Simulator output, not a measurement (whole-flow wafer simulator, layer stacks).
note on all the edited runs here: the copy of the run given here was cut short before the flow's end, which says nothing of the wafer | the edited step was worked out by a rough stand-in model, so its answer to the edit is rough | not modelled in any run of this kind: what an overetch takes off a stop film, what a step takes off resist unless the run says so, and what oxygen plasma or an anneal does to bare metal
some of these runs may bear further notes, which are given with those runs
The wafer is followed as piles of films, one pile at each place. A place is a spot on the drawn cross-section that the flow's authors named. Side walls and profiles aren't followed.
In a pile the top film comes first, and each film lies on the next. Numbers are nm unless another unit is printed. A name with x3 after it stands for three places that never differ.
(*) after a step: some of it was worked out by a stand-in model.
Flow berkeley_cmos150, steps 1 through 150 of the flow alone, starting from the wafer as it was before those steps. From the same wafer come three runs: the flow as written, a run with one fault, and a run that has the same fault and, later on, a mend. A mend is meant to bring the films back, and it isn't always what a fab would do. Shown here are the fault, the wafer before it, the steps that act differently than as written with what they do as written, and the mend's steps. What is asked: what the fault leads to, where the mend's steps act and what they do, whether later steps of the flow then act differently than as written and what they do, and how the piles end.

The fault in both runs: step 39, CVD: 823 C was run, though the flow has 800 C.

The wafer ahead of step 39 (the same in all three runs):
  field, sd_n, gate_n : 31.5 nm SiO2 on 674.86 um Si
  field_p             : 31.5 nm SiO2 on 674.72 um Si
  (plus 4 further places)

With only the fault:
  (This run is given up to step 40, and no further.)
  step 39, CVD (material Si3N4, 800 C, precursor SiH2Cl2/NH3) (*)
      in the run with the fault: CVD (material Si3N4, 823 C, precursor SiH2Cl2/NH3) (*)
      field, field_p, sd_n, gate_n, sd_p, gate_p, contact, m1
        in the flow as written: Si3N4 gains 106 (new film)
        in the run with the fault: Si3N4 gains 130.6 (new film)
  Later steps of the flow up to step 40 that are run all act as written at every place that is followed.
  The piles after step 40 differ from the flow's at field, field_p, sd_n, gate_n, sd_p, gate_p, contact, m1 by more than 2% or 0.5 nm, whichever is larger.
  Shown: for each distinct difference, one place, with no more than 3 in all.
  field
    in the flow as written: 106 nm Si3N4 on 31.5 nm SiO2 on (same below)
    in the run with the fault: 130.6 nm Si3N4 on 31.5 nm SiO2 on (same below)

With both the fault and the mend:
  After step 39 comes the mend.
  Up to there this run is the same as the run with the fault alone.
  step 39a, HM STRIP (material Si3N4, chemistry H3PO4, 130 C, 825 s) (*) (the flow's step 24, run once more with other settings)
      field, field_p, sd_n, gate_n, sd_p, gate_p, contact, m1
        Si3N4 loses 24.5
  Later steps of the flow that are run all act as written at every place that is followed.
  By the end, the piles equal the flow's at every place that both follow.
